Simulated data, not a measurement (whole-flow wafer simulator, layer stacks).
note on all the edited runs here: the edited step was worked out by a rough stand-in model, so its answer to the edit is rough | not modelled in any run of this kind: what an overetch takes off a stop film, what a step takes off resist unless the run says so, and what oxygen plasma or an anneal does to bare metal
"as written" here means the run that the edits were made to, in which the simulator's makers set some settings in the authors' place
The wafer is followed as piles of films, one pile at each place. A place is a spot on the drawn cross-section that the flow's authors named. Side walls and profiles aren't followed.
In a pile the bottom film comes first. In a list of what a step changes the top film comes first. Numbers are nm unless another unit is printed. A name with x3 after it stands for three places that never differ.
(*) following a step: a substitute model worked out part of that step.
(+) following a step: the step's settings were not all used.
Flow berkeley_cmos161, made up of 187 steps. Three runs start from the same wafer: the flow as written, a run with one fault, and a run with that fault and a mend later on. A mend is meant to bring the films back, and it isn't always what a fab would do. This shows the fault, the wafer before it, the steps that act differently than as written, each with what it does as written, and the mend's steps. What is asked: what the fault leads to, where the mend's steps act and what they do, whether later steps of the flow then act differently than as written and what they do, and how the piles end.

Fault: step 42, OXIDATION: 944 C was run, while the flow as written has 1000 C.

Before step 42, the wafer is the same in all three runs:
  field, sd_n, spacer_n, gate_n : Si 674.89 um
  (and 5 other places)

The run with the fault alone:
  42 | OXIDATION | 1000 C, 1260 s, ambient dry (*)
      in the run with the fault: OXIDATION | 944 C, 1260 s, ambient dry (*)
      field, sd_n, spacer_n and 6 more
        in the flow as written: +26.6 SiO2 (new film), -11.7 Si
        in the run with the fault: +15.3 SiO2 (new film), -6.73 Si
  Steps further on in the flow that do not act as written (not shown: 46 more steps that differ only slightly, by at most 2% or 0.5 nm, whichever is larger):
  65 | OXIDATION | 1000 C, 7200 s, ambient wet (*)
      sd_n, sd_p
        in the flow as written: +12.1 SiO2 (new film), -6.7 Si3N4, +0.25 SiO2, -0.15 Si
        in the run with the fault: +12.1 SiO2 (new film), -6.7 Si3N4
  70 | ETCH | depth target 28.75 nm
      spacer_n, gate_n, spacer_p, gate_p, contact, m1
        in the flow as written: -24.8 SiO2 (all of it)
        in the run with the fault: -13.5 SiO2 (all of it)
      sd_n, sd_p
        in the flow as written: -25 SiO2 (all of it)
        in the run with the fault: -13.5 SiO2 (all of it)
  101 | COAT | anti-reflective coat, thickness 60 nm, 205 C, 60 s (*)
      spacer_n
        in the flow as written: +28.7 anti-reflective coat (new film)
        in the run with the fault: +29.7 anti-reflective coat (new film)
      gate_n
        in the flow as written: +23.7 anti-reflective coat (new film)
        in the run with the fault: +25.2 anti-reflective coat (new film)
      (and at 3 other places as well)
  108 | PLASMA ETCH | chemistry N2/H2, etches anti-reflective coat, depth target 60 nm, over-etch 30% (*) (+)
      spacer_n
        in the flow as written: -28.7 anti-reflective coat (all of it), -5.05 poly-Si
        in the run with the fault: -29.7 anti-reflective coat (all of it), -4.91 poly-Si
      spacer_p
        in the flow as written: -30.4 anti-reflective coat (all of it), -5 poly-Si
        in the run with the fault: -31.4 anti-reflective coat (all of it), -4.86 poly-Si
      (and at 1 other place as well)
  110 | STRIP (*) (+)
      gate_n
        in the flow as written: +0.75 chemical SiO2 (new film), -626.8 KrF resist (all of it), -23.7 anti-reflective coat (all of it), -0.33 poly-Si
        in the run with the fault: +0.75 chemical SiO2 (new film), -622.8 KrF resist (all of it), -25.2 anti-reflective coat (all of it), -0.33 poly-Si
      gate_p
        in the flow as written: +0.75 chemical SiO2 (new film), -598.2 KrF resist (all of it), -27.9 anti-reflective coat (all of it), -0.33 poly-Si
        in the run with the fault: +0.75 chemical SiO2 (new film), -595.5 KrF resist (all of it), -28.7 anti-reflective coat (all of it), -0.33 poly-Si
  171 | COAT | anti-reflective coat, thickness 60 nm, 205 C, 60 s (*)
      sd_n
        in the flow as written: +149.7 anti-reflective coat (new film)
        in the run with the fault: +143.9 anti-reflective coat (new film)
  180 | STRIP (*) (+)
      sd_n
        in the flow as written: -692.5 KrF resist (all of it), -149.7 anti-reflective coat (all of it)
        in the run with the fault: -693.3 KrF resist (all of it), -143.9 anti-reflective coat (all of it)
  At the end the piles are close to the flow's at the places that both follow, differing by at most 2% or 0.5 nm, whichever is larger.

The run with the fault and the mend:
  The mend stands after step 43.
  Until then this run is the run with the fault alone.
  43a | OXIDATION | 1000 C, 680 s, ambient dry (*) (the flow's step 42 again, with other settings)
      field, sd_n, spacer_n and 6 more
        +11.2 SiO2, -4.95 Si
  Later steps of the flow that are run all act as written at every place that is followed, up to a difference of at most 2% or 0.5 nm, whichever is larger.
  At every place that both follow, the piles at the end match the flow's.
